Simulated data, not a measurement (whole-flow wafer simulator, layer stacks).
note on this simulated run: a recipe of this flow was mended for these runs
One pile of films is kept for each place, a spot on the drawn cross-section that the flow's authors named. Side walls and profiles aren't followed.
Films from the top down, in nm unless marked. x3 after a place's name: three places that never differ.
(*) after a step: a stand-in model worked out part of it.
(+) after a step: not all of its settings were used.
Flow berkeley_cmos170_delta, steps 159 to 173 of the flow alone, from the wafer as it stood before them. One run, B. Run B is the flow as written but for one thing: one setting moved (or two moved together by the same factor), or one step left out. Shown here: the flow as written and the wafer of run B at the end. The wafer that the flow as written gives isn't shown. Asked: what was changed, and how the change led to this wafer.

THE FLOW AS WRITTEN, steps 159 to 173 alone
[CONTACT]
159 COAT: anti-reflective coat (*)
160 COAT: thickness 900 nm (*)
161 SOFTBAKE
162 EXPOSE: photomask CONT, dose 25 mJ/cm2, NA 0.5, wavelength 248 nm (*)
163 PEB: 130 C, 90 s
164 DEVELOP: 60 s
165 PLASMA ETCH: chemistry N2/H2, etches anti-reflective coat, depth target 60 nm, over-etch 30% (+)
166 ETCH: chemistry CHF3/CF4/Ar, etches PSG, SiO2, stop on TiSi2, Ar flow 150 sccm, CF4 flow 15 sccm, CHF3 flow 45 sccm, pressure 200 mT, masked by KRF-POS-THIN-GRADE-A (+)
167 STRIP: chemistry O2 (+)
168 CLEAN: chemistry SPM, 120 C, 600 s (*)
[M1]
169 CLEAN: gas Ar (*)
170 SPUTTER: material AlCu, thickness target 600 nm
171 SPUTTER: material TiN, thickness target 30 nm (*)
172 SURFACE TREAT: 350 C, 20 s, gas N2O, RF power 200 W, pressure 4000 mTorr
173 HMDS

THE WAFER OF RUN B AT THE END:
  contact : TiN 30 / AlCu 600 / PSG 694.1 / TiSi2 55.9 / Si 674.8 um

The cause: step 166, ETCH: chemistry CHF3/CF4/Ar, etches PSG, SiO2, stop on TiSi2, Ar flow 150 sccm, CF4 flow 15 sccm, CHF3 flow 45 sccm, pressure 200 mT, masked by KRF-POS-THIN-GRADE-A (+), was left out.

How the change led to this, step by step:
  167 STRIP: chemistry O2 (+)
      field: KrF-resist -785 (all of it), anti-reflective coat -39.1 (all of it) (as written it would be: KrF-resist -591.1 (all of it), anti-reflective coat -39.1 (all of it))
      sd_n: KrF-resist -808.4 (all of it), anti-reflective coat -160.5 (all of it) (as written it would be: KrF-resist -614.4 (all of it), anti-reflective coat -160.5 (all of it))
      (and at 6 more places)
  169 CLEAN: gas Ar (*)
      contact: PSG -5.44 (as written it would be: TiSi2 -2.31)
  170 SPUTTER: material AlCu, thickness target 600 nm
      contact: AlCu +600 (new film) (as written it would be: AlCu +416.4 (new film))
  171 SPUTTER: material TiN, thickness target 30 nm (*)
      contact: TiN +30 (new film) (as written it would be: TiN +16.3 (new film))
